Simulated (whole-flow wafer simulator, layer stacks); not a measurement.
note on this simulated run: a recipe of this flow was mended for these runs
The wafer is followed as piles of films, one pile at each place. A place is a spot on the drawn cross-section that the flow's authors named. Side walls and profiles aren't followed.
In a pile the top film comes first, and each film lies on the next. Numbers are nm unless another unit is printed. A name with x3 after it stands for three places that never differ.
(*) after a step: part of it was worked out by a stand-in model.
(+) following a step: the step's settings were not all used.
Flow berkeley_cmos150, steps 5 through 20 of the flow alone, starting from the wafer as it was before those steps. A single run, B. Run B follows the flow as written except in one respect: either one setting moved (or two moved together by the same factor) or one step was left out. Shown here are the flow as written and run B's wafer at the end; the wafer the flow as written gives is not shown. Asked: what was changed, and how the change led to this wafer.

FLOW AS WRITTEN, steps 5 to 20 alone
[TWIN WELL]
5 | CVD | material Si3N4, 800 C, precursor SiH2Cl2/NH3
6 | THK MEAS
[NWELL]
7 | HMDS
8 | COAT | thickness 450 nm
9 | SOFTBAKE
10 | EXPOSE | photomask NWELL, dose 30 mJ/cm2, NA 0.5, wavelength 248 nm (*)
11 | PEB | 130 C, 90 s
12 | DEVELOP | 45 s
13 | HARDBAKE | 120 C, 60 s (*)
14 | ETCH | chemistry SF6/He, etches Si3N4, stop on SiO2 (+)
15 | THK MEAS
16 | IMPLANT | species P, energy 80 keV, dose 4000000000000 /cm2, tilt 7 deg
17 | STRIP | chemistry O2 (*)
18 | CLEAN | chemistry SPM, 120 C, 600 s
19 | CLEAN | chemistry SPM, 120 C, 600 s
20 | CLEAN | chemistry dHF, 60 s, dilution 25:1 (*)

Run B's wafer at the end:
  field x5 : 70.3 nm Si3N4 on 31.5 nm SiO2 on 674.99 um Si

Cause: step 5, CVD: 768 C was run, though the flow has 800 C.

The path from the change to this, step by step:
  5 | CVD | material Si3N4, 800 C, precursor SiH2Cl2/NH3
      field x5, field_p x3: Si3N4 gains 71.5 (new film) (as written it would have been: Si3N4 gains 106 (new film))
  14 | ETCH | chemistry SF6/He, etches Si3N4, stop on SiO2 (+)
      field x5: KrF-resist loses 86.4 (as written it would have been: KrF-resist loses 124)
      field_p x3: Si3N4 loses 71.5 (all of it), SiO2 loses 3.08 (as written it would have been: Si3N4 loses 106 (all of it), SiO2 loses 3.08)
  17 | STRIP | chemistry O2 (*)
      field x5: KrF-resist loses 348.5 (all of it) (as written it would have been: KrF-resist loses 310.9 (all of it))
